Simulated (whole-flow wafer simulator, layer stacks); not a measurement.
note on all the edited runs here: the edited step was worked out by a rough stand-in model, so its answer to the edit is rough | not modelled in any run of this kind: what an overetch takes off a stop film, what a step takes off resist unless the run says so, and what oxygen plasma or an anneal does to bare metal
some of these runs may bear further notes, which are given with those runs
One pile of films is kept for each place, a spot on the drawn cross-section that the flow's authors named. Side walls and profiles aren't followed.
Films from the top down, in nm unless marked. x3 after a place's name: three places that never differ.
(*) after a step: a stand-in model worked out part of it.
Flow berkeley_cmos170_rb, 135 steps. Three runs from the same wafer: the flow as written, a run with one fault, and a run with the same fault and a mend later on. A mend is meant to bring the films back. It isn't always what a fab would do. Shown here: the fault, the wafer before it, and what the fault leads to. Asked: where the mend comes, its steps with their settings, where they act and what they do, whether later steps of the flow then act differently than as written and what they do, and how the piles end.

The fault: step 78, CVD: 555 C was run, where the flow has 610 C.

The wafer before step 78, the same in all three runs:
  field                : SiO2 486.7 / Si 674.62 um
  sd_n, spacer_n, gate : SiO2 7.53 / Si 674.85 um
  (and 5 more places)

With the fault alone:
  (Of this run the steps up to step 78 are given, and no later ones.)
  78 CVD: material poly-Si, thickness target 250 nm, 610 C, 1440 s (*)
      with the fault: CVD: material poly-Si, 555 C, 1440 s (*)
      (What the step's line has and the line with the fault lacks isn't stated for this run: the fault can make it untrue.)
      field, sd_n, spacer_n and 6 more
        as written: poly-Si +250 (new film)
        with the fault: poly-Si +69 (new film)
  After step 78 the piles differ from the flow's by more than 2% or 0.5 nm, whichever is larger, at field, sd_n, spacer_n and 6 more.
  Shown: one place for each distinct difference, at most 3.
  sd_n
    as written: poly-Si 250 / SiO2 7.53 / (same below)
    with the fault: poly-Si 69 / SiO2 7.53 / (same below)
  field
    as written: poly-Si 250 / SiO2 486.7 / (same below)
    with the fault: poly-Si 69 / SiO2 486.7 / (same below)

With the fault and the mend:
  The mend comes after step 78.
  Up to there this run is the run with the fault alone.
  78a CVD: material poly-Si, thickness target 181 nm, 610 C, 1043 s (*) (the flow's step 78 once more, with other settings)
      field, sd_n, spacer_n and 6 more
        poly-Si +181
  No later step of the flow acts differently than as written, at any place that is followed, by more than 2% or 0.5 nm, whichever is larger.
  At the end the piles differ from the flow's only slightly at the places that both follow, by at most 2% or 0.5 nm, whichever is larger.
